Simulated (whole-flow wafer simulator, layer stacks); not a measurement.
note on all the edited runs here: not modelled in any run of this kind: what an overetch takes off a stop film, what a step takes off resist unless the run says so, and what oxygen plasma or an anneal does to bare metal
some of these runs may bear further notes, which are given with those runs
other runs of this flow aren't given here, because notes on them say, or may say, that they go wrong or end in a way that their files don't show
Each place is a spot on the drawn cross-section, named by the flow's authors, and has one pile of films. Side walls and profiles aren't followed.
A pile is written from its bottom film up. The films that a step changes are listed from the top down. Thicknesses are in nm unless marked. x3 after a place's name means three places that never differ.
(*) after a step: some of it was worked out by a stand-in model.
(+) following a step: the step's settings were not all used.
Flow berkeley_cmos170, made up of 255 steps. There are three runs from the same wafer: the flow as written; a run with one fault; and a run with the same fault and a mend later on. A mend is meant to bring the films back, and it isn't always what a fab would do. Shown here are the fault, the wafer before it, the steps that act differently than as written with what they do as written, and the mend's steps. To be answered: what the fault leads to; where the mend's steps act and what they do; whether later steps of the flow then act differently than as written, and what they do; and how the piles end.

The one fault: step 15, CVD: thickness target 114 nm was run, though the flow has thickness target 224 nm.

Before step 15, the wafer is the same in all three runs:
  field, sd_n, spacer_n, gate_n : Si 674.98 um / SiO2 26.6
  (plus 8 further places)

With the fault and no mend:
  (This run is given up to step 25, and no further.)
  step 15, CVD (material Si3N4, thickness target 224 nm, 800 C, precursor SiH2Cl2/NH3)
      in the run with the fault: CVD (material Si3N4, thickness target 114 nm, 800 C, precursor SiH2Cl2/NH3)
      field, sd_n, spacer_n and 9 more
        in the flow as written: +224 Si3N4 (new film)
        in the run with the fault: +114 Si3N4 (new film)
  Steps further on in the flow that do not act as written:
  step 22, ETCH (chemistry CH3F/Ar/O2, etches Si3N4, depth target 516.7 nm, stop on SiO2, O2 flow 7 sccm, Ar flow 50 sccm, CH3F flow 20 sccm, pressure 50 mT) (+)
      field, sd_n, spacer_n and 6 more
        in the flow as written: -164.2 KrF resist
        in the run with the fault: -90.9 KrF resist
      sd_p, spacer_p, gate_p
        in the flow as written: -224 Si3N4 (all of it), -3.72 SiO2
        in the run with the fault: -114 Si3N4 (all of it), -3.72 SiO2
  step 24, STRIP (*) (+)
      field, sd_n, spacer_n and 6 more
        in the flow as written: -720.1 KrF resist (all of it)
        in the run with the fault: -793.5 KrF resist (all of it)
  Once step 25 is done, the piles at field, sd_n, spacer_n and 6 more depart from the flow's by more than 2% or 0.5 nm, whichever is larger.
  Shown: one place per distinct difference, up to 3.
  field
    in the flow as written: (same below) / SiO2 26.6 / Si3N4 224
    in the run with the fault: (same below) / SiO2 26.6 / Si3N4 114

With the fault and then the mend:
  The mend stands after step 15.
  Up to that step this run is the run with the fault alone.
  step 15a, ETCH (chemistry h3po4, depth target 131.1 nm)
      field, sd_n, spacer_n and 9 more
        -114 Si3N4 (all of it)
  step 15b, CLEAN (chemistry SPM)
      leaves every film unchanged at each place that is followed
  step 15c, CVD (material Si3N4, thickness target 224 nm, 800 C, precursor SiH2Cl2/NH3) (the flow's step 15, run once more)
      field, sd_n, spacer_n and 9 more
        +224 Si3N4 (new film)
  None of the later steps of the flow acts differently than as written at any place that is followed.
  The piles end the same as the flow's at every place that both follow.
